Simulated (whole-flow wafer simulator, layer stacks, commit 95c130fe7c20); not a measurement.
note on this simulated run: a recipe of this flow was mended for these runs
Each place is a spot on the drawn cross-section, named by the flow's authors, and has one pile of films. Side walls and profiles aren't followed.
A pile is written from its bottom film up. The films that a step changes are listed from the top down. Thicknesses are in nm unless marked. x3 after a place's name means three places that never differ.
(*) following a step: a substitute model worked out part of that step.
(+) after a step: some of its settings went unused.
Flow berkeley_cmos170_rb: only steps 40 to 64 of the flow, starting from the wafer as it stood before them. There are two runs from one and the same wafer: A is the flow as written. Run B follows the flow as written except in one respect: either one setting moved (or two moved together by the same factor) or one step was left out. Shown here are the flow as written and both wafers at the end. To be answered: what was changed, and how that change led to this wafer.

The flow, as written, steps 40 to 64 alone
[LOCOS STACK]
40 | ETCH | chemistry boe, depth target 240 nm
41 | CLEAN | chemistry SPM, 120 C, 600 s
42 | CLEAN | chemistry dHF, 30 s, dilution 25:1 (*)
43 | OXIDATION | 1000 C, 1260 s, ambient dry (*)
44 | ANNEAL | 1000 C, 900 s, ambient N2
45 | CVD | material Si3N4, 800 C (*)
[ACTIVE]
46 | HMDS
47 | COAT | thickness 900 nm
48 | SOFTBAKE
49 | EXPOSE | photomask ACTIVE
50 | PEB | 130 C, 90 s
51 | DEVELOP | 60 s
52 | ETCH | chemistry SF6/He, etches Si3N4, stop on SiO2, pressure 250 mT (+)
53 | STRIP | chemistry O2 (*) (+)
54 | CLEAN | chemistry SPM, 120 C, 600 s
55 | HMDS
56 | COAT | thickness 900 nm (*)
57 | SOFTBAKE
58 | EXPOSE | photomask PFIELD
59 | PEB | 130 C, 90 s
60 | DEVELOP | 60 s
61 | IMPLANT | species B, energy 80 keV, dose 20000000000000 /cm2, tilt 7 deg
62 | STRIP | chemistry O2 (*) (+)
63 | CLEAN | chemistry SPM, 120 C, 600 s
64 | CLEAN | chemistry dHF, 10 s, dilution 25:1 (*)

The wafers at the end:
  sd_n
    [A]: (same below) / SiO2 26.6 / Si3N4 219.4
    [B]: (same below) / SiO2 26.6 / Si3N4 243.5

Cause: step 45, CVD: 808 C was run, while the flow as written has 800 C.

Step by step, how the change led to this:
  45 | CVD | material Si3N4, 800 C (*)
      field, sd_n, spacer_n and 6 more: A +220 Si3N4 (new film) | B +244.1 Si3N4 (new film)
  52 | ETCH | chemistry SF6/He, etches Si3N4, stop on SiO2, pressure 250 mT (+)
      sd_n, spacer_n, gate, sd_p, spacer_p, gate_p, contact, m1: A -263 KrF-resist | B -289.2 KrF-resist
      field: A -220 Si3N4 (all of it), -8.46 SiO2 | B -244.1 Si3N4 (all of it), -8.46 SiO2
  53 | STRIP | chemistry O2 (*) (+)
      sd_n, spacer_n, gate, sd_p, spacer_p, gate_p, contact, m1: A -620 KrF-resist (all of it) | B -593.8 KrF-resist (all of it)
